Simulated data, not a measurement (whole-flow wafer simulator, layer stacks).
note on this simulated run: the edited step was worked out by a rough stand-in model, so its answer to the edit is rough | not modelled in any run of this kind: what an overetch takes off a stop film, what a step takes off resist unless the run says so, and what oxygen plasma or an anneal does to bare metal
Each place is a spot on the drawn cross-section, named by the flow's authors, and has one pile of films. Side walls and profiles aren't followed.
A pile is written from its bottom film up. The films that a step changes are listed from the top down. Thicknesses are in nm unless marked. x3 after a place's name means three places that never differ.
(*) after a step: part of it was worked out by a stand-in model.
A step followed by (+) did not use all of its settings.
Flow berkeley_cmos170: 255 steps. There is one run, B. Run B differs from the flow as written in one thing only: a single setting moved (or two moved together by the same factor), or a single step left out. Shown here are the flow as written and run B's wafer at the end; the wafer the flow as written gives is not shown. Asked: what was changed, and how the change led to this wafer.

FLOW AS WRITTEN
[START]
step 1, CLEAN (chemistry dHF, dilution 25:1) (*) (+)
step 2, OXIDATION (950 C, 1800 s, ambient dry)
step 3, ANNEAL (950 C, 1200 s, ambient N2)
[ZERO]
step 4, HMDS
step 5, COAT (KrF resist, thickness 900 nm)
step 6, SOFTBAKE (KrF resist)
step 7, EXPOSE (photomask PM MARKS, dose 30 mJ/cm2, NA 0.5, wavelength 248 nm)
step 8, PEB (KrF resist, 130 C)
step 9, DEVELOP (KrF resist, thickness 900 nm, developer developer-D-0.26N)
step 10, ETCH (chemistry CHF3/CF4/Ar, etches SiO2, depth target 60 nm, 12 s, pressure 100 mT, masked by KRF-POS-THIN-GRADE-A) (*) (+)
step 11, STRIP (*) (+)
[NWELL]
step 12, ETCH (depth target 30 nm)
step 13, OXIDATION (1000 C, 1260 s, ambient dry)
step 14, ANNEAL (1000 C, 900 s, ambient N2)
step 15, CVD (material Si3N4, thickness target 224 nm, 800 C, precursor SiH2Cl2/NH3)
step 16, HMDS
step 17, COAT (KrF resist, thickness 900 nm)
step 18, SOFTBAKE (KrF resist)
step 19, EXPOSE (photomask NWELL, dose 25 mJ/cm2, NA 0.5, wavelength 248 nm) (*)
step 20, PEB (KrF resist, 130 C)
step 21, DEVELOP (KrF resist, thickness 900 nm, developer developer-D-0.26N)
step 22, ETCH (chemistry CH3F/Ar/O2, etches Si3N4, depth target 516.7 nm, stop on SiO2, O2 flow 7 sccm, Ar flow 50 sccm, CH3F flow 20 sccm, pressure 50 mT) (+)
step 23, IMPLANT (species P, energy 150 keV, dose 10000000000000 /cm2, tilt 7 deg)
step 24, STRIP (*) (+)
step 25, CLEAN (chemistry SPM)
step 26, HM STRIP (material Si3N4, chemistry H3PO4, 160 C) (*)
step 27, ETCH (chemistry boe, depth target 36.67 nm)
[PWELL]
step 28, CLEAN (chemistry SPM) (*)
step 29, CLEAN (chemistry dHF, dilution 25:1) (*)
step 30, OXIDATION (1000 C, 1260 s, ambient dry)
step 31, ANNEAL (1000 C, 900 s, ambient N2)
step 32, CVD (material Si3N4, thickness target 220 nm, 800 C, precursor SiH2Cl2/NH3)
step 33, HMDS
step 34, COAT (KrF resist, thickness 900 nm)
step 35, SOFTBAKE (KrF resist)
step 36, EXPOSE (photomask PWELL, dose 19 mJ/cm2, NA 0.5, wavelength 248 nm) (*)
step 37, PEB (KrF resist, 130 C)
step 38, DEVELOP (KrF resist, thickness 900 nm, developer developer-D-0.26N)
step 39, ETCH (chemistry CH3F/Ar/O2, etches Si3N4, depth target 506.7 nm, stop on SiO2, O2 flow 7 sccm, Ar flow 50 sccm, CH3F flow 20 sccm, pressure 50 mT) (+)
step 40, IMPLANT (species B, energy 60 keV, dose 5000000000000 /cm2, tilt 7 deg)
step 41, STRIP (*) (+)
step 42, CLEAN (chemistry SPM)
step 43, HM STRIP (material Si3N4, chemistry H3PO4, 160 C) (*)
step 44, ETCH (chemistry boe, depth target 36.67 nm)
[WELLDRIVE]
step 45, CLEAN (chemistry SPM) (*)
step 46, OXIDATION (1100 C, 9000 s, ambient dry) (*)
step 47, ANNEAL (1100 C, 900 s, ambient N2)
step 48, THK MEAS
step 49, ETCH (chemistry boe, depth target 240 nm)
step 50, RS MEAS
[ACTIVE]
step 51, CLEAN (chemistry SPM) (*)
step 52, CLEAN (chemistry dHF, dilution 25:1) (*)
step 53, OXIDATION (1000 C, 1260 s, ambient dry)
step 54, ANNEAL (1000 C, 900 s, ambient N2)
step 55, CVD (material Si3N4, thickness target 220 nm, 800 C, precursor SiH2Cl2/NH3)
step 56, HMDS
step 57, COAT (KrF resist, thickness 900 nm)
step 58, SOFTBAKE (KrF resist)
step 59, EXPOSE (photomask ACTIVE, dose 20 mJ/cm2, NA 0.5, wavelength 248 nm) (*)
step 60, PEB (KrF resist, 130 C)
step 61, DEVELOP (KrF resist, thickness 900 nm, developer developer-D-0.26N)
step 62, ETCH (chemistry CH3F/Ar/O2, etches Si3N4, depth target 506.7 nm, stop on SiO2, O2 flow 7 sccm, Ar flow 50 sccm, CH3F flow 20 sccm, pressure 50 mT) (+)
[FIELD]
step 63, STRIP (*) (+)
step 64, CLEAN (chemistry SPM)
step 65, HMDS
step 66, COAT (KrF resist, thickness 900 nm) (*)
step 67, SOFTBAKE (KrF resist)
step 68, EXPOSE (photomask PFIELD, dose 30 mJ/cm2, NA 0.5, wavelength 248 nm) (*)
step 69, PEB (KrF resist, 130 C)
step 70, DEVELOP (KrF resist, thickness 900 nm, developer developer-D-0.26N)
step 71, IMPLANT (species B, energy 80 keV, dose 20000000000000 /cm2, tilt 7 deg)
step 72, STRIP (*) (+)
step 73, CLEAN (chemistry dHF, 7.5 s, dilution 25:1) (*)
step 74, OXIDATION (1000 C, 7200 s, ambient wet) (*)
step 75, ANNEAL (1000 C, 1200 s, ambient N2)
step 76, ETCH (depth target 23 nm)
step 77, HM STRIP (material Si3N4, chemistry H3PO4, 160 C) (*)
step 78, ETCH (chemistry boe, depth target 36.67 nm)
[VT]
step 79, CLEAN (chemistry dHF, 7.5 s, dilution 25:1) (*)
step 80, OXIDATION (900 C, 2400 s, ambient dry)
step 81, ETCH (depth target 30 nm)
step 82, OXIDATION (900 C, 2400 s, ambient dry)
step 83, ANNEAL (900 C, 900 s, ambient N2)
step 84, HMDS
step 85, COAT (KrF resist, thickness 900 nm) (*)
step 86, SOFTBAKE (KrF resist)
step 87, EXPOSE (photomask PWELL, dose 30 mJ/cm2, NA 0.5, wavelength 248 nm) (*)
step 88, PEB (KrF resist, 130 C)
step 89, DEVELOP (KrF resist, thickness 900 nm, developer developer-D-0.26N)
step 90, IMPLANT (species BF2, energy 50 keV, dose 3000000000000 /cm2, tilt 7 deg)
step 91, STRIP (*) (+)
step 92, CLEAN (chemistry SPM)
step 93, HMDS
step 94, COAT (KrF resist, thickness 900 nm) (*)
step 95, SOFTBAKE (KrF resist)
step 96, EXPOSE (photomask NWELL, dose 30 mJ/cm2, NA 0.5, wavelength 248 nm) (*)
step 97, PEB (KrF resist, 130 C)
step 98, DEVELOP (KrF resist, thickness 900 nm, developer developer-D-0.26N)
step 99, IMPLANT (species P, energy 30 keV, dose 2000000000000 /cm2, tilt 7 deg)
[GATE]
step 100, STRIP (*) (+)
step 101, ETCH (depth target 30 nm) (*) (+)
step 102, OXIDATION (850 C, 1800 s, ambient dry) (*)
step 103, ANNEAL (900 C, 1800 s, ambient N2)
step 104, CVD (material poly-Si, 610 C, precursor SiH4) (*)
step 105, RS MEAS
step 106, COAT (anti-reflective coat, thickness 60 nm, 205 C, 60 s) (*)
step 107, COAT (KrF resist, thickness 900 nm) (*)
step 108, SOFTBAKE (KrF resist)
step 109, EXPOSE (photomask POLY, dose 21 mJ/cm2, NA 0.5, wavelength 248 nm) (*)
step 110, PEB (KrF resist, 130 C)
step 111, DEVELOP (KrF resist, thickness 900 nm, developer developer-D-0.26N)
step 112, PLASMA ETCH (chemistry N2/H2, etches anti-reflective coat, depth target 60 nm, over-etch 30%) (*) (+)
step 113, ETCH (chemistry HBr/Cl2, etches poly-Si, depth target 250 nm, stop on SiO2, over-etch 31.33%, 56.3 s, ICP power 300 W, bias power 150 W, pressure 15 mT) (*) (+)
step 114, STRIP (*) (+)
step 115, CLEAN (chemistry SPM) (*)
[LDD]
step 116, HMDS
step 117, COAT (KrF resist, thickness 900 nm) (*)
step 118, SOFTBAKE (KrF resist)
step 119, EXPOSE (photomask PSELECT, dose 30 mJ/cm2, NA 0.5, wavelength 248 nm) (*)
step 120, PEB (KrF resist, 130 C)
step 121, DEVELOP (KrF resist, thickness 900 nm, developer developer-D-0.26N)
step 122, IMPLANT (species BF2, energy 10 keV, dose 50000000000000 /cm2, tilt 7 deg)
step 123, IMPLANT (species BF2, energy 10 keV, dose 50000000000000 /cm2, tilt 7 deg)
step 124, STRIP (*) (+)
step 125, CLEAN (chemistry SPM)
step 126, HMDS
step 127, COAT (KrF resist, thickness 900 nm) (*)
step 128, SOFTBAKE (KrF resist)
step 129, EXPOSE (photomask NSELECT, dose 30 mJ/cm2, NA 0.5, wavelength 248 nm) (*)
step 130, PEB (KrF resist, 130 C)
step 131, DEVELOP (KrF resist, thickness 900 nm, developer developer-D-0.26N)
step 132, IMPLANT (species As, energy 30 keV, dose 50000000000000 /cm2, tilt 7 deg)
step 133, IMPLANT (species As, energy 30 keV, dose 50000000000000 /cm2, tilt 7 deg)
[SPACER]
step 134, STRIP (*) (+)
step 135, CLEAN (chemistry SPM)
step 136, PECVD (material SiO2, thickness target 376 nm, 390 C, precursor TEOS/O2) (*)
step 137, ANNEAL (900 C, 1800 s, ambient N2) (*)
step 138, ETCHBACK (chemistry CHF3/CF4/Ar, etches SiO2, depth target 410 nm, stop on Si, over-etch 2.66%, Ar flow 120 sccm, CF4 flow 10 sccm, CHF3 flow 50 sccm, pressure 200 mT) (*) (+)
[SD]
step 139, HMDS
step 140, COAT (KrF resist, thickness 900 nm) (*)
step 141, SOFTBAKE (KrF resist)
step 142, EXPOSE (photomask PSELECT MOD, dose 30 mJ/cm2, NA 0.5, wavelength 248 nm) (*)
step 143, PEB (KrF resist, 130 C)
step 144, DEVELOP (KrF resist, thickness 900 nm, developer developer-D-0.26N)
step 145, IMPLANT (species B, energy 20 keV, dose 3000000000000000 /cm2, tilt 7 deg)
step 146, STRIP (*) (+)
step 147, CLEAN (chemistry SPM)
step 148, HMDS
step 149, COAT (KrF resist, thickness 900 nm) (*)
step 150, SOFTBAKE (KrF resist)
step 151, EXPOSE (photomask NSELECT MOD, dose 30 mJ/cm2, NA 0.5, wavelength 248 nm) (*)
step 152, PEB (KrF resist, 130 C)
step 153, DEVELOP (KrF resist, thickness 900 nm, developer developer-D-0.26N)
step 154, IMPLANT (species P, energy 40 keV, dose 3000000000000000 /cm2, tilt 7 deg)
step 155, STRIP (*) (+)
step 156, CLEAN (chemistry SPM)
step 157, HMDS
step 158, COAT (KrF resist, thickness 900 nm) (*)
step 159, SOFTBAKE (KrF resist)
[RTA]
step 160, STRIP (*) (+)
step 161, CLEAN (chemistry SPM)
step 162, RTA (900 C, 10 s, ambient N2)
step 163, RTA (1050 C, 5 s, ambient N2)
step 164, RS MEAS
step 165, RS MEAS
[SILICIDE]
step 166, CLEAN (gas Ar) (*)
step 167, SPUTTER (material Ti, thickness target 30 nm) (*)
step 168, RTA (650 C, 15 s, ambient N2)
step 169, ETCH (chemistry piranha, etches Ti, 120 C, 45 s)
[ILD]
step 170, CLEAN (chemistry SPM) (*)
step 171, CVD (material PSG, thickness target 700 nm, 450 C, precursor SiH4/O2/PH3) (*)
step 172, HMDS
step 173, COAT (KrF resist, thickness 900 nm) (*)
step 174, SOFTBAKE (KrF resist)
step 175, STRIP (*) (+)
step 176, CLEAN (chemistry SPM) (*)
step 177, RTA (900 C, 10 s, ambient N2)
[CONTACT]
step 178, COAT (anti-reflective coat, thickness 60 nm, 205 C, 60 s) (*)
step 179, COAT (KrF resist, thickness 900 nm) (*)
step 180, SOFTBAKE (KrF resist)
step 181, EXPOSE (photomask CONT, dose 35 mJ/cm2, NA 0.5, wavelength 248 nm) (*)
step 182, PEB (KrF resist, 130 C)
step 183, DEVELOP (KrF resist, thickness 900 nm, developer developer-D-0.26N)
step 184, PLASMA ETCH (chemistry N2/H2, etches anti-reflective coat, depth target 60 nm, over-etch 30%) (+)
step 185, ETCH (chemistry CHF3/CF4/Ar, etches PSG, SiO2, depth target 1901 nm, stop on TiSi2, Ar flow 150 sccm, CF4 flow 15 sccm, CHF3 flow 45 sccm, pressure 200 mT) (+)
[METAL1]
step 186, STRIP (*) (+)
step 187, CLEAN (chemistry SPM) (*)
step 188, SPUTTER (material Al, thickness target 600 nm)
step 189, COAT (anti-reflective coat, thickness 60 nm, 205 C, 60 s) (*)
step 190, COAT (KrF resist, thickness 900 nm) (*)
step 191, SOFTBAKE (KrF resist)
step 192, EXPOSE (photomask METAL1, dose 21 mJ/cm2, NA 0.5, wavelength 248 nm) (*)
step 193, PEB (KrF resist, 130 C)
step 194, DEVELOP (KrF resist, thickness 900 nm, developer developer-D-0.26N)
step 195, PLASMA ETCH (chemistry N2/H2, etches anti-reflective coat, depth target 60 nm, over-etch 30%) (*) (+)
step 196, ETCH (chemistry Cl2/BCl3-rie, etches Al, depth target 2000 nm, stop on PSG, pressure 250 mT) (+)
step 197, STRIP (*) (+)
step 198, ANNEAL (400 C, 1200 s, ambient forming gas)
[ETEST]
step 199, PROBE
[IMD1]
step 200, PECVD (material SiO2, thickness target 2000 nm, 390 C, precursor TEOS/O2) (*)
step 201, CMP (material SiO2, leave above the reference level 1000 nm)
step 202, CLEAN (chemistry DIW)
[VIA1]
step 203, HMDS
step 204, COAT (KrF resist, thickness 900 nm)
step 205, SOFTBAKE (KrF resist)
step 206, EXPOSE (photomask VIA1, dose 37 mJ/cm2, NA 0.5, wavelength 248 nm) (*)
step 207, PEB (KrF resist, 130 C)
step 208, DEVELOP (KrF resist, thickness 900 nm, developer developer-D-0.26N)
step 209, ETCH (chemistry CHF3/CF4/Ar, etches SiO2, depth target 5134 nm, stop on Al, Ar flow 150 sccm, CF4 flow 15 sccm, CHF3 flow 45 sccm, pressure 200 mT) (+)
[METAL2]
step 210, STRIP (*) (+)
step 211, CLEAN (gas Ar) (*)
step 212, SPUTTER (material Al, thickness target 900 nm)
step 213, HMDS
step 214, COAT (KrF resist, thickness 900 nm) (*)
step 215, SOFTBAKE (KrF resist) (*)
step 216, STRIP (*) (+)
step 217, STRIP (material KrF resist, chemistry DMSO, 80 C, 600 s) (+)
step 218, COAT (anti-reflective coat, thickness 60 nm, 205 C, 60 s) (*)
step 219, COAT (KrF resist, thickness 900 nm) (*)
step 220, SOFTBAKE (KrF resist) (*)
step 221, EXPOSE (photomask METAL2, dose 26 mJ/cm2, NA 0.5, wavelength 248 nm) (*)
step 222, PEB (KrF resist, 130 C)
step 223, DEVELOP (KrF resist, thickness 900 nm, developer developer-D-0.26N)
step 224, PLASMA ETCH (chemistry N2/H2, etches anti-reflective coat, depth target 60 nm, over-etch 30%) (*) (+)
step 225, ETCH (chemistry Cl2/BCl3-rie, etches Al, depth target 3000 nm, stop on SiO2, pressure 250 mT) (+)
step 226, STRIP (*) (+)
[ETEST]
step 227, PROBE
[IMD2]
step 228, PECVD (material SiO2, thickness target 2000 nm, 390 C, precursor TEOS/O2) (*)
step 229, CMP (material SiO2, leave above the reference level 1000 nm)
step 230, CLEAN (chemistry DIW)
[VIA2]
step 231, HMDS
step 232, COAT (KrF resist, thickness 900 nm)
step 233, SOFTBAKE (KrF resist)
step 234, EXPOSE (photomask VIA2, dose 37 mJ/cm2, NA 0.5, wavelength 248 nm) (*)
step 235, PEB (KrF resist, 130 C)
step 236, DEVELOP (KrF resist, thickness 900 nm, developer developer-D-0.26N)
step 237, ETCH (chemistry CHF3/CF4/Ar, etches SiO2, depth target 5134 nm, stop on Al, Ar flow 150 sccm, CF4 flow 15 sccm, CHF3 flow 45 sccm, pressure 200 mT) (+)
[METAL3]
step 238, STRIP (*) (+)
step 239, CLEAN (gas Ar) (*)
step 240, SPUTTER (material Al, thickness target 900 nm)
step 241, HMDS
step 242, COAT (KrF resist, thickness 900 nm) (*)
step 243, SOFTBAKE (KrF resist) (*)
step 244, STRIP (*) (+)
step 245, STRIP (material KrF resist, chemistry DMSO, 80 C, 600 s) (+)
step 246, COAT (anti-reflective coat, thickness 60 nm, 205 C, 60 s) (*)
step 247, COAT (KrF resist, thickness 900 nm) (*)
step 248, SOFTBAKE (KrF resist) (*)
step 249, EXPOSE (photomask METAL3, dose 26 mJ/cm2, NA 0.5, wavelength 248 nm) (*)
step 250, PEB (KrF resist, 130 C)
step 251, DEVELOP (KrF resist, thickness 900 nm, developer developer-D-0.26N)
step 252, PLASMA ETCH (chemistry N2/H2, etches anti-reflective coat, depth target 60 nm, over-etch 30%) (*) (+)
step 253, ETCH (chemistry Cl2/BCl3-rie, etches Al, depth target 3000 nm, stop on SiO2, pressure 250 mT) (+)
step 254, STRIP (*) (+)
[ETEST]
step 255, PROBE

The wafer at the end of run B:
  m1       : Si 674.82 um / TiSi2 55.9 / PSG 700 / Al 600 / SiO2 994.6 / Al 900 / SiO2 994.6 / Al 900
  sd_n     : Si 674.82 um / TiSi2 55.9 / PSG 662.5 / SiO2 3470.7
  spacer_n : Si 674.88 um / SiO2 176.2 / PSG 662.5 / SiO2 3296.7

Cause: step 46, OXIDATION: 5400 s was run, while the flow as written has 9000 s.

How this came from the change, step by step:
  step 46, OXIDATION (1100 C, 9000 s, ambient dry) (*)
      field, sd_n, spacer_n and 9 more: +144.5 SiO2 (new film), -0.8 chemical SiO2 (all of it), -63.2 Si (it would be, as written: +197.7 SiO2 (new film), -0.8 chemical SiO2 (all of it), -86.6 Si)
  step 49, ETCH (chemistry boe, depth target 240 nm)
      field, sd_n, spacer_n and 9 more: -144.5 SiO2 (all of it) (it would be, as written: -197.7 SiO2 (all of it))
